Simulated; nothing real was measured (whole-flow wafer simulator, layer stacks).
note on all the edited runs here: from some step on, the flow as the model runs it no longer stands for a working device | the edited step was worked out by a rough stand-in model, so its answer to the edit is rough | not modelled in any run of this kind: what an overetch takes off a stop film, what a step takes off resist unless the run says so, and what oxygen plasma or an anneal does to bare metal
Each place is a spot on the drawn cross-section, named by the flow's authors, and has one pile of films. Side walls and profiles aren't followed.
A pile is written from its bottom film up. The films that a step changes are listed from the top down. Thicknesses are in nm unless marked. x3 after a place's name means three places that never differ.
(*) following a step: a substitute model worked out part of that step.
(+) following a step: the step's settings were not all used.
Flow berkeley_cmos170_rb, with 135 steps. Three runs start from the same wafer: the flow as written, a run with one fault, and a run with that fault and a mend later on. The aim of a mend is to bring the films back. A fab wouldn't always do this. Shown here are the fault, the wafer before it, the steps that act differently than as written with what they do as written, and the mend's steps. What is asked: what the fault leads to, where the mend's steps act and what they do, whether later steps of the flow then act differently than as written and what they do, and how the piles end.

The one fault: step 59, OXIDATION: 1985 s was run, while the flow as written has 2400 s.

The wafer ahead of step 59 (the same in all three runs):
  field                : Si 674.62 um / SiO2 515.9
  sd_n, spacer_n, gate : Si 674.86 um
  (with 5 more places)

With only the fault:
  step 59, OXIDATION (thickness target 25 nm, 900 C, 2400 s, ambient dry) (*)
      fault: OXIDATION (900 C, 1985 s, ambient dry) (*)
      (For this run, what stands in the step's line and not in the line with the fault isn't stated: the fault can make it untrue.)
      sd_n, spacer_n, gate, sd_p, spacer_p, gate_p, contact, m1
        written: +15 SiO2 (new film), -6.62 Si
        fault: +13.3 SiO2 (new film), -5.87 Si
  Later steps of the flow acting differently than as written (30 other steps are not shown; they differ only slightly, by no more than 2% or 0.5 nm, whichever is larger):
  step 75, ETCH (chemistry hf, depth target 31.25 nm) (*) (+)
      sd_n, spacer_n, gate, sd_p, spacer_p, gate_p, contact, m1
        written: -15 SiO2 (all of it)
        fault: -13.3 SiO2 (all of it)
  When the end is reached, the piles differ only a little from the flow's at the places that both follow, at most by 2% or 0.5 nm, whichever is larger.

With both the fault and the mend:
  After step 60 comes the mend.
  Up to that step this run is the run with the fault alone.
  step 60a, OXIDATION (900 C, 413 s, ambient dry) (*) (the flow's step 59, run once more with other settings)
      sd_n, spacer_n, gate, sd_p, spacer_p, gate_p, contact, m1
        +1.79 SiO2, -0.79 Si
      field
        +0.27 SiO2, -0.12 Si
  Later steps of the flow that are run all act as written at every place that is followed, up to a difference of at most 2% or 0.5 nm, whichever is larger.
  When the end is reached, the piles differ only a little from the flow's at the places that both follow, at most by 2% or 0.5 nm, whichever is larger.
